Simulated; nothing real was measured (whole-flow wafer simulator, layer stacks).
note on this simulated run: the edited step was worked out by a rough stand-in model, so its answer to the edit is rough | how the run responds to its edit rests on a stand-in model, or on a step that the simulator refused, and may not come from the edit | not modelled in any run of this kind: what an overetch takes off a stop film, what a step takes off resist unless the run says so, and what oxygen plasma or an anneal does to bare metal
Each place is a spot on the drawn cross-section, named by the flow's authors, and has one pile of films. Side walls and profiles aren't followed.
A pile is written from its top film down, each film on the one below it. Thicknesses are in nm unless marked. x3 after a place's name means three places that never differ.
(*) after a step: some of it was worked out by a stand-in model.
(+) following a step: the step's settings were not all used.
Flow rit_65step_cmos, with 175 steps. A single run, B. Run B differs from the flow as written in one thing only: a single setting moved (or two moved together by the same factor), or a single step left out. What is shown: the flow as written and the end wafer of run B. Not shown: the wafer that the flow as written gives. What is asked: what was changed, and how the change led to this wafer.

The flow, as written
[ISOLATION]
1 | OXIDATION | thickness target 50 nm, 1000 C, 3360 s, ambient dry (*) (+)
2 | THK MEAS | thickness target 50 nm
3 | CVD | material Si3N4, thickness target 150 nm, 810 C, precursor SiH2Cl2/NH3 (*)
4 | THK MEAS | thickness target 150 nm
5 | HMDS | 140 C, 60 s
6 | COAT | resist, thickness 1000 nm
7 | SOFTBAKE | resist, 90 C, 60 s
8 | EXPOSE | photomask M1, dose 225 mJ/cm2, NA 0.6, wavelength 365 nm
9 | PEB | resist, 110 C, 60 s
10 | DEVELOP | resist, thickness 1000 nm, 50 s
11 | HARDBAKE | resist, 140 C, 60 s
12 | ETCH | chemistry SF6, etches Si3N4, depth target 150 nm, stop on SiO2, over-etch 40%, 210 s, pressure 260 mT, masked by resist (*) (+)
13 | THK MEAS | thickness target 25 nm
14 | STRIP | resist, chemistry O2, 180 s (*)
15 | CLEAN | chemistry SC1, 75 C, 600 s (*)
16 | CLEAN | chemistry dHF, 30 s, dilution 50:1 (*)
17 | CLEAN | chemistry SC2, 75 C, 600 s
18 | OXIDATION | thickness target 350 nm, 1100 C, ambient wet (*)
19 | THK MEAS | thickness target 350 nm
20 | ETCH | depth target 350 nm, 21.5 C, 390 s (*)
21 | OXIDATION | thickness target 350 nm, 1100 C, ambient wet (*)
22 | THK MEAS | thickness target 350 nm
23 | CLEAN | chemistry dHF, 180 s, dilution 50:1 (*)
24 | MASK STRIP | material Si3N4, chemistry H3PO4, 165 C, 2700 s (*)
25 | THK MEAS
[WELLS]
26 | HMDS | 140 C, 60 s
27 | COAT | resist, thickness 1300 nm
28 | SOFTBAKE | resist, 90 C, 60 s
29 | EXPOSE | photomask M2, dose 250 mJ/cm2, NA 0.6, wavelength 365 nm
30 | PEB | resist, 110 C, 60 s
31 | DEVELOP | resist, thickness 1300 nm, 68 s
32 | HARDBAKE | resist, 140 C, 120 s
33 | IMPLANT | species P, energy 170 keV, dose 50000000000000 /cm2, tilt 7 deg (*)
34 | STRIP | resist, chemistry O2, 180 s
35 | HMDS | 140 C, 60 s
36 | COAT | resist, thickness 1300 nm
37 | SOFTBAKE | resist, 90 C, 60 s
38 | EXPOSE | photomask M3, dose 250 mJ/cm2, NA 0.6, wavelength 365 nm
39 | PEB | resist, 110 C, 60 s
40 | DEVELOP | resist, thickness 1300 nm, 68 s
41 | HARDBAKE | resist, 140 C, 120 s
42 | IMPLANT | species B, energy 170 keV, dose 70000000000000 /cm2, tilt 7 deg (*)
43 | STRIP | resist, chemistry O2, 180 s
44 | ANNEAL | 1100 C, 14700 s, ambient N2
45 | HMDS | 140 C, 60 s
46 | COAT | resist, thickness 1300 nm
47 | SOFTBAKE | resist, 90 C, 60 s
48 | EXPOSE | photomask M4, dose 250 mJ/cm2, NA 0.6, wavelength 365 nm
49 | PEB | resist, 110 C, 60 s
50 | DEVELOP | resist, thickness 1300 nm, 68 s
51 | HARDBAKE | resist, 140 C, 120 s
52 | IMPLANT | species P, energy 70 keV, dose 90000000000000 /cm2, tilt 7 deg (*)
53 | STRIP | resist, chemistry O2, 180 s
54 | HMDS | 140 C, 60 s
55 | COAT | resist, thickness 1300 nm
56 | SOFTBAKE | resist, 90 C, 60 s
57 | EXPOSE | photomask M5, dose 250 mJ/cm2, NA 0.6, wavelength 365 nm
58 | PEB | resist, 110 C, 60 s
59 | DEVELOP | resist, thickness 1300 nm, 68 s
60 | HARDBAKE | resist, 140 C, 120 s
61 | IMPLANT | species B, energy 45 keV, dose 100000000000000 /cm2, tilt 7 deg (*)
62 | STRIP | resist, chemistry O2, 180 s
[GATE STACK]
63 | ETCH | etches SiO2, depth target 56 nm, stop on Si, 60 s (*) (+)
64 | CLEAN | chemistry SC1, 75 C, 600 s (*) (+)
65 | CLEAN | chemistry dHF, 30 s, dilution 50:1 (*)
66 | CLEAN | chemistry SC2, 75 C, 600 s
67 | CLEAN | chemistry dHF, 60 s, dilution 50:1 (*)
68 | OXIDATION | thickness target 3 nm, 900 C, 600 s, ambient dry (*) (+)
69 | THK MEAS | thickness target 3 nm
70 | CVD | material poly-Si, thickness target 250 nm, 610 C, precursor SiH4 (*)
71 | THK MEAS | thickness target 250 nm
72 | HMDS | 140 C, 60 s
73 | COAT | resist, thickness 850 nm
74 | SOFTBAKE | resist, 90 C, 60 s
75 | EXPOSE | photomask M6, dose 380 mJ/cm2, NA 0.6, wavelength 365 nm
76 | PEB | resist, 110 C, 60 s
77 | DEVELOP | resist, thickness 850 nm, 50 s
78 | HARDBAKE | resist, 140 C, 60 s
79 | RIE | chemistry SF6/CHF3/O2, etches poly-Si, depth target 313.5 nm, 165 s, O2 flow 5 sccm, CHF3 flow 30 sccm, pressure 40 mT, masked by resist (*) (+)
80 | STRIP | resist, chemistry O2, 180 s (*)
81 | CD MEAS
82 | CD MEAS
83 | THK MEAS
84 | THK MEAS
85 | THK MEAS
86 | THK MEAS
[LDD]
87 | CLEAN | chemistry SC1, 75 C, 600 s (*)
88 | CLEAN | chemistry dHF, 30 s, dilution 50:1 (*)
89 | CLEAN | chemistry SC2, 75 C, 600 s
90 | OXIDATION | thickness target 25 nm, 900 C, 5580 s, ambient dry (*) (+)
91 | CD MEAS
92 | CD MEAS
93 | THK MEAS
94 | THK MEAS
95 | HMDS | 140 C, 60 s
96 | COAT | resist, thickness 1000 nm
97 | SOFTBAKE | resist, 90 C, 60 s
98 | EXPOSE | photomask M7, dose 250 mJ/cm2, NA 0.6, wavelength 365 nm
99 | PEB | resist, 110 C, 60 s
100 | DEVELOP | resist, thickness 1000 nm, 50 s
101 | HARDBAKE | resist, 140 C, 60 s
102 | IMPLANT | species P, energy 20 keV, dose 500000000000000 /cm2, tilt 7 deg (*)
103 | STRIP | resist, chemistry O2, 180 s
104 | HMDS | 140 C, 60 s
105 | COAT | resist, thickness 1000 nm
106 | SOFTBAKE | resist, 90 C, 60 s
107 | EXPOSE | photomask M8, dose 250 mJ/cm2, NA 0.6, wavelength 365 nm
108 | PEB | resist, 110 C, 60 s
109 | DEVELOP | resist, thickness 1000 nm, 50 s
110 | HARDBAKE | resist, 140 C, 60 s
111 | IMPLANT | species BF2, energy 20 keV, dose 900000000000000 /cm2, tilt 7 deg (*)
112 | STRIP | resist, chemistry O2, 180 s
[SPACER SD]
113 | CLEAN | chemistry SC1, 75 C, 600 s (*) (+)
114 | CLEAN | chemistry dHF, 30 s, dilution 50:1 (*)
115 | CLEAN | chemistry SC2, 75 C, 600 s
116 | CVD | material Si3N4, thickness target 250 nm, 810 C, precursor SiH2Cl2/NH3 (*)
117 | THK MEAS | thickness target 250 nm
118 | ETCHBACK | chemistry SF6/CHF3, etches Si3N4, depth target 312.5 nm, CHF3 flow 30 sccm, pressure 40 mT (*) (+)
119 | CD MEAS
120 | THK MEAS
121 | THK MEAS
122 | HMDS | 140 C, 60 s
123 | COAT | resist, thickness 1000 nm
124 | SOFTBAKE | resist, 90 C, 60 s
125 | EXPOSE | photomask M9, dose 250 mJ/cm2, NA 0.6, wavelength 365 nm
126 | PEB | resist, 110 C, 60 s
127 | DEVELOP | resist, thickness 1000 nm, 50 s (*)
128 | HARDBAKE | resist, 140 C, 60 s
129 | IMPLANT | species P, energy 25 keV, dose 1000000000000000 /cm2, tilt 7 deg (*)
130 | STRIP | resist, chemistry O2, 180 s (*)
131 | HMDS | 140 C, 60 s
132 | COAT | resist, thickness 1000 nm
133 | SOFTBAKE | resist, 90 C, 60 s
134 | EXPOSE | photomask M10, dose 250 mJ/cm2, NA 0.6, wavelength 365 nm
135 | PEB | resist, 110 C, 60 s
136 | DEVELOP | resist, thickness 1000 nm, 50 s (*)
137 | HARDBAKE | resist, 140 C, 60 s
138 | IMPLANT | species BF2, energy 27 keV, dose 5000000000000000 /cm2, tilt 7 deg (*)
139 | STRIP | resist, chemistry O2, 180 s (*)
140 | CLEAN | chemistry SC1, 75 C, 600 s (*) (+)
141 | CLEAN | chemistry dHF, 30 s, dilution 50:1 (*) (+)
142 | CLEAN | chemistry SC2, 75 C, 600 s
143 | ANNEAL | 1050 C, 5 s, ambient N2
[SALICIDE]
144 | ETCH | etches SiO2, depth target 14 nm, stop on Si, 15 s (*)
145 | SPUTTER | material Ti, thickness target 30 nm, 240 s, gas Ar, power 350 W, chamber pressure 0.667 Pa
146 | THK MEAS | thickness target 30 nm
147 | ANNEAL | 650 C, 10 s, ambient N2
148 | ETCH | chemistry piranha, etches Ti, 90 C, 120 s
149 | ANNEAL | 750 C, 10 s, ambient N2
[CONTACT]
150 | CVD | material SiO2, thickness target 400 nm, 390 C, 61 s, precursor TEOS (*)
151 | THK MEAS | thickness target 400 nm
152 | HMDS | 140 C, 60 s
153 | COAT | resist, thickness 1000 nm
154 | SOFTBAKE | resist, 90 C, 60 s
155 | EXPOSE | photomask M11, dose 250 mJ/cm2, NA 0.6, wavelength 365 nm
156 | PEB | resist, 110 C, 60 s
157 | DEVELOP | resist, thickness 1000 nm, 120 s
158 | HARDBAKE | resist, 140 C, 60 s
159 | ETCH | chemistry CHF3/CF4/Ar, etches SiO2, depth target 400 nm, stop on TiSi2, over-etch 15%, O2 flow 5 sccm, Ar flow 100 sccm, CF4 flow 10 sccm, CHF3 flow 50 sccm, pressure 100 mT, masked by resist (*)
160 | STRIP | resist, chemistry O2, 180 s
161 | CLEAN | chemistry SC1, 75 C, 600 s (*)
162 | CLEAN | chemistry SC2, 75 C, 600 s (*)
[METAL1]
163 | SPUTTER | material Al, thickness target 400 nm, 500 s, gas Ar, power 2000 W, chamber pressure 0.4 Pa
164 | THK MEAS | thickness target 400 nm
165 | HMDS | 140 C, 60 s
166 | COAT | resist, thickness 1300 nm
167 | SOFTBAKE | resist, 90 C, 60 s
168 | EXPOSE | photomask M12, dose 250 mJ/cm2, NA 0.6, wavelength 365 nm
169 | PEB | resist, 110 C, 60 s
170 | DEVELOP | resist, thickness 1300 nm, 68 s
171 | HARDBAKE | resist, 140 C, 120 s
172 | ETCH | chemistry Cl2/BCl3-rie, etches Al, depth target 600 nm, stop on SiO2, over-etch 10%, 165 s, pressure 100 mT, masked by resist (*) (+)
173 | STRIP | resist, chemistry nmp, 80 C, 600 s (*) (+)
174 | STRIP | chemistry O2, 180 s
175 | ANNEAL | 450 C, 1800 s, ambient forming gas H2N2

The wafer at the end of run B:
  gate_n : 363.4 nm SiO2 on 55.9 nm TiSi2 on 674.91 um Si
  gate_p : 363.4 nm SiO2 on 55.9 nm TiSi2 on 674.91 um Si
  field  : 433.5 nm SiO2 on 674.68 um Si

Cause: step 116, CVD: thickness target 138 nm was run, though the flow has thickness target 250 nm.

Step by step, how the change led to this:
  116 | CVD | material Si3N4, thickness target 250 nm, 810 C, precursor SiH2Cl2/NH3 (*)
      field, field_pw, field_nw and 11 more: +138 Si3N4 (new film) (as written it would have been: +250 Si3N4 (new film))
  118 | ETCHBACK | chemistry SF6/CHF3, etches Si3N4, depth target 312.5 nm, CHF3 flow 30 sccm, pressure 40 mT (*) (+)
      gate_n: -138 Si3N4 (all of it), -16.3 SiO2 (all of it), -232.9 poly-Si (all of it), -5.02 SiO2 (as written it would have been: -250 Si3N4 (all of it), -16.3 SiO2 (all of it), -65.5 poly-Si)
      gate_p: -138 Si3N4 (all of it), -15.7 SiO2 (all of it), -232.9 poly-Si (all of it), -5.61 SiO2 (as written it would have been: -250 Si3N4 (all of it), -15.7 SiO2 (all of it), -66.7 poly-Si)
      (and at 4 other places as well)
  123 | COAT | resist, thickness 1000 nm
      field: +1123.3 resist (new film) (as written it would have been: +1066.4 resist (new film))
      field_pw: +1085.4 resist (new film) (as written it would have been: +1044.8 resist (new film))
      (and at 4 other places as well)
  126 | PEB | resist, 110 C, 60 s
      gate_n, gate_p: -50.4 resist (as written it would have been: -43.1 resist)
      field: -58.7 resist (as written it would have been: -55.6 resist)
      (and at 3 other places as well)
  127 | DEVELOP | resist, thickness 1000 nm, 50 s (*)
      field: -1064.6 resist (all of it) (as written it would have been: -1010.9 resist (all of it))
      gate_n: -919.2 resist (all of it) (as written it would have been: -791.9 resist (all of it))
  128 | HARDBAKE | resist, 140 C, 60 s
      field_pw: -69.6 resist (as written it would have been: -66.4 resist)
      field_nw: -70 resist (as written it would have been: -67.1 resist)
      (and at 2 other places as well)
  130 | STRIP | resist, chemistry O2, 180 s (*)
      gate_n: nothing (as written it would have been: +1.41 chemical SiO2 (new film), -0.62 poly-Si)
      gate_p: -858 resist (all of it) (as written it would have been: +1.31 chemical SiO2 (new film), -741.1 resist (all of it), -0.58 poly-Si)
      (and at 3 other places as well)
  132 | COAT | resist, thickness 1000 nm
      field: +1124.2 resist (new film) (as written it would have been: +1067 resist (new film))
      field_pw: +1085.8 resist (new film) (as written it would have been: +1045.2 resist (new film))
      (and at 4 other places as well)
  135 | PEB | resist, 110 C, 60 s
      gate_n, gate_p: -50.4 resist (as written it would have been: -43.1 resist)
      field: -58.7 resist (as written it would have been: -55.6 resist)
      (and at 3 other places as well)
  136 | DEVELOP | resist, thickness 1000 nm, 50 s (*)
      field_p: -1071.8 resist (all of it) (as written it would have been: -1018 resist (all of it))
      gate_p: -920.3 resist (all of it) (as written it would have been: -792.8 resist (all of it))
  137 | HARDBAKE | resist, 140 C, 60 s
      field: -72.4 resist (as written it would have been: -68.3 resist)
      field_pw: -69.6 resist (as written it would have been: -66.4 resist)
      (and at 2 other places as well)
  139 | STRIP | resist, chemistry O2, 180 s (*)
      gate_n: -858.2 resist (all of it) (as written it would have been: -740 resist (all of it), +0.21 chemical SiO2, -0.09 poly-Si)
      field: -993.1 resist (all of it) (as written it would have been: -943.1 resist (all of it))
      (and at 2 other places as well)
  140 | CLEAN | chemistry SC1, 75 C, 600 s (*) (+)
      gate_n: -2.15 SiO2 (all of it) (as written it would have been: -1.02 chemical SiO2, -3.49 poly-Si)
      gate_p: +0.6 chemical SiO2 (new film), -1.56 SiO2 (all of it), -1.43 Si (as written it would have been: -1.02 chemical SiO2, -3.49 poly-Si)
  141 | CLEAN | chemistry dHF, 30 s, dilution 50:1 (*) (+)
      gate_n: nothing (as written it would have been: -0.6 chemical SiO2 (all of it))
  145 | SPUTTER | material Ti, thickness target 30 nm, 240 s, gas Ar, power 350 W, chamber pressure 0.667 Pa
      gate_n: +30 Ti (new film) (as written it would have been: +27.3 Ti (new film))
      gate_p: +30 Ti (new film) (as written it would have been: +27.2 Ti (new film))
  147 | ANNEAL | 650 C, 10 s, ambient N2
      gate_n: -23.4 Ti, +15.7 TiSi first (new film), +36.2 TiSi2 C49 (new film), -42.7 Si (as written it would have been: -21.3 Ti, +9.82 TiSi first (new film), +39.5 TiSi2 C49 (new film), -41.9 poly-Si)
      gate_p: -23.4 Ti, +15.7 TiSi first (new film), +36.2 TiSi2 C49 (new film), -42.7 Si (as written it would have been: -21.2 Ti, +9.56 TiSi first (new film), +39.6 TiSi2 C49 (new film), -41.9 poly-Si)
  ... 9 other steps ...
  170 | DEVELOP | resist, thickness 1300 nm, 68 s
      field: -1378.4 resist (all of it) (as written it would have been: -1316.6 resist (all of it))
      field_pw: -1327.8 resist (all of it) (as written it would have been: -1285.5 resist (all of it))
      (and at 4 other places as well)
